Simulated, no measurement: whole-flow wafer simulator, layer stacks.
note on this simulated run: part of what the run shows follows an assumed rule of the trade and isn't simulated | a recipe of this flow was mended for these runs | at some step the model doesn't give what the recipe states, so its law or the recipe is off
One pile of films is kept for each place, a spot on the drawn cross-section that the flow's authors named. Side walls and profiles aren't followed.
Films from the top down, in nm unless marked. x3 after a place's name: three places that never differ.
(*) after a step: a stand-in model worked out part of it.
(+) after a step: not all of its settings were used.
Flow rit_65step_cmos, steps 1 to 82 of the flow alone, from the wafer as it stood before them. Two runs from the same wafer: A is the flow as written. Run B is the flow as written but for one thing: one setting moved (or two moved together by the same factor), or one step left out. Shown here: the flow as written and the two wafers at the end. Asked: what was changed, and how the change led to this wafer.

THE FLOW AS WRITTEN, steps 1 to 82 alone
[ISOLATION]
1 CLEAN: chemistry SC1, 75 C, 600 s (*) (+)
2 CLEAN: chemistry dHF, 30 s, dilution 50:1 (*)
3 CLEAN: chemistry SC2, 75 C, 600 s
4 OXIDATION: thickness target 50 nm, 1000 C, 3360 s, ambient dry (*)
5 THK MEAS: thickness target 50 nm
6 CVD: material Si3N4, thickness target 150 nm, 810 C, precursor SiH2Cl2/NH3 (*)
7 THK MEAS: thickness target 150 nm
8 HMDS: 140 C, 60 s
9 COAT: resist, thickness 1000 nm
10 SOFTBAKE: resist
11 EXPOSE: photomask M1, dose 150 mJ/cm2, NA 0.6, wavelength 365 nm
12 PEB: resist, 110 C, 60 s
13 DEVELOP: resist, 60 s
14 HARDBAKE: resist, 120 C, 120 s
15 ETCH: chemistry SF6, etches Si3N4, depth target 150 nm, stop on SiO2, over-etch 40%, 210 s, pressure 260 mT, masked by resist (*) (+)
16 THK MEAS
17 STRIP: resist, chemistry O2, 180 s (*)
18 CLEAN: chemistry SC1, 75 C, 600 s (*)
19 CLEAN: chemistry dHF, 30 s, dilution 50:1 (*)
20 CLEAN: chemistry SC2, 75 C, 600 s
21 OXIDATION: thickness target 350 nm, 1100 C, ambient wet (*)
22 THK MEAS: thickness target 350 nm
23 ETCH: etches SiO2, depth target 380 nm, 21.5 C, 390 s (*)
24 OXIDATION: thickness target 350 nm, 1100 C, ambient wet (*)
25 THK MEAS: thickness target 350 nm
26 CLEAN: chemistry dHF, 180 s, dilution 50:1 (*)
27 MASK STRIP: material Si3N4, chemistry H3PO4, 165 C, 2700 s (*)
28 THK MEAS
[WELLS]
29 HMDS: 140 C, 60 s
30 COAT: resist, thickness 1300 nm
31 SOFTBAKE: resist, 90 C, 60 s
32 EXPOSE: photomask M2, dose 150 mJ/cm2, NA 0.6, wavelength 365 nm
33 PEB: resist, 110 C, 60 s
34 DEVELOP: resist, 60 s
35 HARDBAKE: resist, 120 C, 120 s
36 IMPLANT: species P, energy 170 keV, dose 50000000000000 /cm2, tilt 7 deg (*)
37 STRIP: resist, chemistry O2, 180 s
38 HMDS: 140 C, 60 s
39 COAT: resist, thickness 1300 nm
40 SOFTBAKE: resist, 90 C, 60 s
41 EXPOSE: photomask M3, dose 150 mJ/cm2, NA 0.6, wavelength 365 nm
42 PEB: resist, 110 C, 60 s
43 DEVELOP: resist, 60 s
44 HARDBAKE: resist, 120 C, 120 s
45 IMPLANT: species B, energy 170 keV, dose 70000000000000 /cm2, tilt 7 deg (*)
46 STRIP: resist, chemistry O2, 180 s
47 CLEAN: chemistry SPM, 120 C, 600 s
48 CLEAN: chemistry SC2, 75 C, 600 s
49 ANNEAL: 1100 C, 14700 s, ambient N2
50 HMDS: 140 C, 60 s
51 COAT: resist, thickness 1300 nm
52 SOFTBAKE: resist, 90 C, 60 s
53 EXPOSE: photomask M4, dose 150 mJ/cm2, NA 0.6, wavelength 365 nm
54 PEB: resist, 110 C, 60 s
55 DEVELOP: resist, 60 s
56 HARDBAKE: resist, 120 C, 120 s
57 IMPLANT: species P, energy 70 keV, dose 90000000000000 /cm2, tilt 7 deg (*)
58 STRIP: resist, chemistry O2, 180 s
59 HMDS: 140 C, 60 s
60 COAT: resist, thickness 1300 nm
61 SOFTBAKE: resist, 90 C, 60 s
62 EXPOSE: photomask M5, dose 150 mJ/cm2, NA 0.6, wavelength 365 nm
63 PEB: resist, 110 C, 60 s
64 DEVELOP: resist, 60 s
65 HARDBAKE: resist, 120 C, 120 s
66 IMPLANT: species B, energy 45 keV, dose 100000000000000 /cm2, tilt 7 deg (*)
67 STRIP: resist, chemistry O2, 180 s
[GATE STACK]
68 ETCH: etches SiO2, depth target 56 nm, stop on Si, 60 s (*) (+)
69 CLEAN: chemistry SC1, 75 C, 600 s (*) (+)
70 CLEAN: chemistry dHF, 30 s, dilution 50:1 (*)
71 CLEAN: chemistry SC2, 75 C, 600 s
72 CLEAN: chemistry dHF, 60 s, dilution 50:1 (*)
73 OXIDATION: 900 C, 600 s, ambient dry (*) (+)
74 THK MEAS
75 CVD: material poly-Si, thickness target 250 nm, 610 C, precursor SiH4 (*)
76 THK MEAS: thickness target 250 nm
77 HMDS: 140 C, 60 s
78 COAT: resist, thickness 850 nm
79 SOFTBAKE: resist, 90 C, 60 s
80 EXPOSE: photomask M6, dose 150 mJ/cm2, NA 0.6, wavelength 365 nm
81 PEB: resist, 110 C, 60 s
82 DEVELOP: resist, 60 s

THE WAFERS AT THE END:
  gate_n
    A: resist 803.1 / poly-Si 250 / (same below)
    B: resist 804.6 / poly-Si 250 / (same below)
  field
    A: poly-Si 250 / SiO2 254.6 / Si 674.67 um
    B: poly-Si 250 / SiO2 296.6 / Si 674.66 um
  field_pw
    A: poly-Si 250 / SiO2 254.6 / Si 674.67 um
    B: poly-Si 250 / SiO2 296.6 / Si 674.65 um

The cause: step 24, OXIDATION: thickness target 392 nm was run, where the flow has thickness target 350 nm.

How the change led to this, step by step:
  24 OXIDATION: thickness target 350 nm, 1100 C, ambient wet (*)
      active_n, active_p, gate_n and 7 more: A SiO2 +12 (new film), Si3N4 -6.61 | B SiO2 +13.9 (new film), Si3N4 -7.65
      field, field_pw, field_nw, field_p: A SiO2 +350 (new film), Si -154 | B SiO2 +392 (new film), Si -172.5
  26 CLEAN: chemistry dHF, 180 s, dilution 50:1 (*)
      active_n, active_p, gate_n and 7 more: A SiO2 -12 (all of it), Si3N4 -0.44 | B SiO2 -13.9 (all of it), Si3N4 -0.26
